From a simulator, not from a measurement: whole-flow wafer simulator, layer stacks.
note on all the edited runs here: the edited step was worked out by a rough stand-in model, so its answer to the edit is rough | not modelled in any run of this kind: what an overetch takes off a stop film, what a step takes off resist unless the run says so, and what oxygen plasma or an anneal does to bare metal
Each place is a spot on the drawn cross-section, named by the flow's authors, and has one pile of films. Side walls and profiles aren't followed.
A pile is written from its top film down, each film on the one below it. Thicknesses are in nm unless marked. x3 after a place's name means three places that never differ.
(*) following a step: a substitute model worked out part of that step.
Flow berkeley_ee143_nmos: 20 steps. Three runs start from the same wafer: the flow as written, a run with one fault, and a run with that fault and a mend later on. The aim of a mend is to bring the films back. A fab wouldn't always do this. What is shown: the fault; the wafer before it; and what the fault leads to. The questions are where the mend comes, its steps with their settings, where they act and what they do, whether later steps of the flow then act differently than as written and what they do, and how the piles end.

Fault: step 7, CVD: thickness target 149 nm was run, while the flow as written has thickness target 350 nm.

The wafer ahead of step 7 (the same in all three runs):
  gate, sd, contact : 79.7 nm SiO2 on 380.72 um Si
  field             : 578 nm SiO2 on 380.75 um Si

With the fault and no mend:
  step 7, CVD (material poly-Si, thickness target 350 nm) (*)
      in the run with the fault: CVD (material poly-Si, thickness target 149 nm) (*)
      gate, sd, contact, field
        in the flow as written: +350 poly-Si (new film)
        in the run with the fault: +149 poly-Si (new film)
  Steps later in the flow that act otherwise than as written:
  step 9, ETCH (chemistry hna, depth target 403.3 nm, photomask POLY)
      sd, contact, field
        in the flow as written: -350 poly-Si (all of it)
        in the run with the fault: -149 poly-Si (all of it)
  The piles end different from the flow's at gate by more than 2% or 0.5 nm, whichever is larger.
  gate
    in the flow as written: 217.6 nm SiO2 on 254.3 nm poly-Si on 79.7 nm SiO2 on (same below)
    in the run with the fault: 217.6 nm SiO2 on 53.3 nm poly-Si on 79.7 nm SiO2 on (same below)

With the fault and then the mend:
  After step 7 comes the mend.
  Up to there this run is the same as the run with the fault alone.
  step 7a, CVD (material poly-Si, thickness target 201 nm) (*) (the flow's step 7, run once more with other settings)
      gate, sd, contact, field
        +201 poly-Si
  Every later step of the flow that is run acts as written at every place that is followed.
  By the end, the piles equal the flow's at every place that both follow.
